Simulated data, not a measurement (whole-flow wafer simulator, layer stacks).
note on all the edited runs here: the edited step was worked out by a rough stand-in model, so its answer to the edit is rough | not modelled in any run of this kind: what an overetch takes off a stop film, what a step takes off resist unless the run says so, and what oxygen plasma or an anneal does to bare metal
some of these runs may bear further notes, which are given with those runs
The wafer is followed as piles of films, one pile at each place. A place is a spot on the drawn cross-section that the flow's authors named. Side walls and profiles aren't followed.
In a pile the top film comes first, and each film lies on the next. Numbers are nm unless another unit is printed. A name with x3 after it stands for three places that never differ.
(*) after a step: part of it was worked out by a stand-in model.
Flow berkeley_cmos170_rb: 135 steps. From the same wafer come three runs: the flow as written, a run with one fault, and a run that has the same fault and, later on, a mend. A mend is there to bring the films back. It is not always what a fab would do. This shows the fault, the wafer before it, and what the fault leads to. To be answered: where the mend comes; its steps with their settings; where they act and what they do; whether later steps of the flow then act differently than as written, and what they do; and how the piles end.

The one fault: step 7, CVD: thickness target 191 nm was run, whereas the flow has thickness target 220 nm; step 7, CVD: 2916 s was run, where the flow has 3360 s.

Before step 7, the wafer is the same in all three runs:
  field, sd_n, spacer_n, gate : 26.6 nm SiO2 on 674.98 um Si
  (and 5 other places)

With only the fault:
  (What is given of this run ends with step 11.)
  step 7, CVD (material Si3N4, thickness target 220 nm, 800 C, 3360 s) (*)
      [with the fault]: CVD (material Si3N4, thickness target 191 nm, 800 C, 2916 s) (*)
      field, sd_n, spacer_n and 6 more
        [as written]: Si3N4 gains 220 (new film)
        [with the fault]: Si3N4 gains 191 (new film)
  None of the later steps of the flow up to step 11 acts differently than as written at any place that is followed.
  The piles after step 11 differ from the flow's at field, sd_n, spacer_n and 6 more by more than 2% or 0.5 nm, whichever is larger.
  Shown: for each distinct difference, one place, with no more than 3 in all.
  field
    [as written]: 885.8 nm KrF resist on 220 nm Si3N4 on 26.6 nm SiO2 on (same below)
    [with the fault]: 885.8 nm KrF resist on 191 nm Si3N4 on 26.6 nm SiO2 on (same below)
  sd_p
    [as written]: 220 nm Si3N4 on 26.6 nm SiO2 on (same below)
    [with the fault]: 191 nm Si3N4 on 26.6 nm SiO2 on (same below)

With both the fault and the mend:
  After step 7 comes the mend.
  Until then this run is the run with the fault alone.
  step 7a, ETCH (chemistry h3po4, depth target 219.7 nm)
      field, sd_n, spacer_n and 6 more
        Si3N4 loses 191 (all of it)
  step 7b, CLEAN (*) (the flow's step 1, run once more)
      alters no film at any place that is followed
  step 7c, CVD (material Si3N4, thickness target 220 nm, 800 C, 3360 s) (*) (the flow's step 7, run once more)
      field, sd_n, spacer_n and 6 more
        Si3N4 gains 220 (new film)
  None of the later steps of the flow acts differently than as written at any place that is followed.
  At every place that both follow, the piles at the end match the flow's.
